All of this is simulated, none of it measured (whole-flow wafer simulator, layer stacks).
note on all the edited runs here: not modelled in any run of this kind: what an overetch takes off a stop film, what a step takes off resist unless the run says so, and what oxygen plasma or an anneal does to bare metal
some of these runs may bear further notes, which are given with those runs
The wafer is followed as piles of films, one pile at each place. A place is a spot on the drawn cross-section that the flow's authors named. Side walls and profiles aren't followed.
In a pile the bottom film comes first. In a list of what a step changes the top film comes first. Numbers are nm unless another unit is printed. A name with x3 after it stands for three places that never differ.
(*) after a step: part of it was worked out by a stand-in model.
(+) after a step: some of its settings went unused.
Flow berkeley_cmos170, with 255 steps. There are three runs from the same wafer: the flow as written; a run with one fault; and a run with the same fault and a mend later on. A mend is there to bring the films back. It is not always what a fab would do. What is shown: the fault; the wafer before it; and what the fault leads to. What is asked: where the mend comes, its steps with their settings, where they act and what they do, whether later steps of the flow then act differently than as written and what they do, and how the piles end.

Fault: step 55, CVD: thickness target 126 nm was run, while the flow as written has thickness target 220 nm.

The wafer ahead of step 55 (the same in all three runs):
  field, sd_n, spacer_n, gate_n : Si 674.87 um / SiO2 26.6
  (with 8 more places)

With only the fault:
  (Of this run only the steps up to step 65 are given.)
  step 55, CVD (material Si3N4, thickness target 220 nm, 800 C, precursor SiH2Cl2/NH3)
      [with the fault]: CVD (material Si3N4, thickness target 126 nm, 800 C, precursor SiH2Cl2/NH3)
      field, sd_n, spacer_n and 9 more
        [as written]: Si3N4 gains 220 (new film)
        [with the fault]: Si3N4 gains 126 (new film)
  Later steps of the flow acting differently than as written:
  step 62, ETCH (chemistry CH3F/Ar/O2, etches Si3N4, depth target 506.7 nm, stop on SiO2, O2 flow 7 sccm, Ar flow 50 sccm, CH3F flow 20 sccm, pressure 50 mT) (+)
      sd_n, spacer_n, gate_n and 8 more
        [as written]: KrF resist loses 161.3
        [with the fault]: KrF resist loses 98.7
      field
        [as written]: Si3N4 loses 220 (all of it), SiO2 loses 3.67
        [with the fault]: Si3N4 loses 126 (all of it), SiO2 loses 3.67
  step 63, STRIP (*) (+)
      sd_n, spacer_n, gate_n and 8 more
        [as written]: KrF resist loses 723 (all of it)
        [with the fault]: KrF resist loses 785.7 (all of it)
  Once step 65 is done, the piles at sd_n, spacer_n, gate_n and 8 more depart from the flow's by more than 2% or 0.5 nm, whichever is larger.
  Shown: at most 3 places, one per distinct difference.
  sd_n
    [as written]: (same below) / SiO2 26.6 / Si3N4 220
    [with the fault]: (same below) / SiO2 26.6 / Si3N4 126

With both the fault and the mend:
  After step 55 comes the mend.
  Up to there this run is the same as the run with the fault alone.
  step 55a, ETCH (chemistry h3po4, depth target 144.9 nm)
      field, sd_n, spacer_n and 9 more
        Si3N4 loses 126 (all of it)
  step 55b, CLEAN (chemistry SPM)
      leaves every film unchanged at each place that is followed
  step 55c, CVD (material Si3N4, thickness target 220 nm, 800 C, precursor SiH2Cl2/NH3) (the flow's step 55 again)
      field, sd_n, spacer_n and 9 more
        Si3N4 gains 220 (new film)
  Every later step of the flow that is run acts as written at every place that is followed.
  The piles end the same as the flow's at every place that both follow.
